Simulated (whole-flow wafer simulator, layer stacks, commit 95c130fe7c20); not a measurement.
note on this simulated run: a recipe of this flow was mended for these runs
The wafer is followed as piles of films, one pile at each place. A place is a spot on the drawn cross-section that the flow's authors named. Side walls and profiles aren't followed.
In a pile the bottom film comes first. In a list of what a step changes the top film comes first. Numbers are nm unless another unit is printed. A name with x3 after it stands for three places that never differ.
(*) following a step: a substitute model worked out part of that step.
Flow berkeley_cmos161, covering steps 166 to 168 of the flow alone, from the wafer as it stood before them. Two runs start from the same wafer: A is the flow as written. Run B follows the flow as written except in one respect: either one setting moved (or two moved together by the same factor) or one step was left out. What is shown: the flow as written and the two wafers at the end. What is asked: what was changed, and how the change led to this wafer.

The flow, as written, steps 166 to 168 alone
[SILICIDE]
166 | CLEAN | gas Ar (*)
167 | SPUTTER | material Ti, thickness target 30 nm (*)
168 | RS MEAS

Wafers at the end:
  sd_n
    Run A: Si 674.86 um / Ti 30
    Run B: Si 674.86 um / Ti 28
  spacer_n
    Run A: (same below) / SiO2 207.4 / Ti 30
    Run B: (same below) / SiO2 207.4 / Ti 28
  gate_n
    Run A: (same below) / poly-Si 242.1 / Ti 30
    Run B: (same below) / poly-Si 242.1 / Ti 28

Cause: step 167, SPUTTER: thickness target 28 nm was run, though the flow has thickness target 30 nm.
The wafer lets one read it off: sd_n has Ti 28, and step 167 as written asks for 30 nm.

Step by step, how the change led to this:
  167 | SPUTTER | material Ti, thickness target 30 nm (*)
      field, sd_n, spacer_n, gate_n, sd_p, spacer_p, gate_p, contact x2: A Ti gains 30 (new film) | B Ti gains 28 (new film)
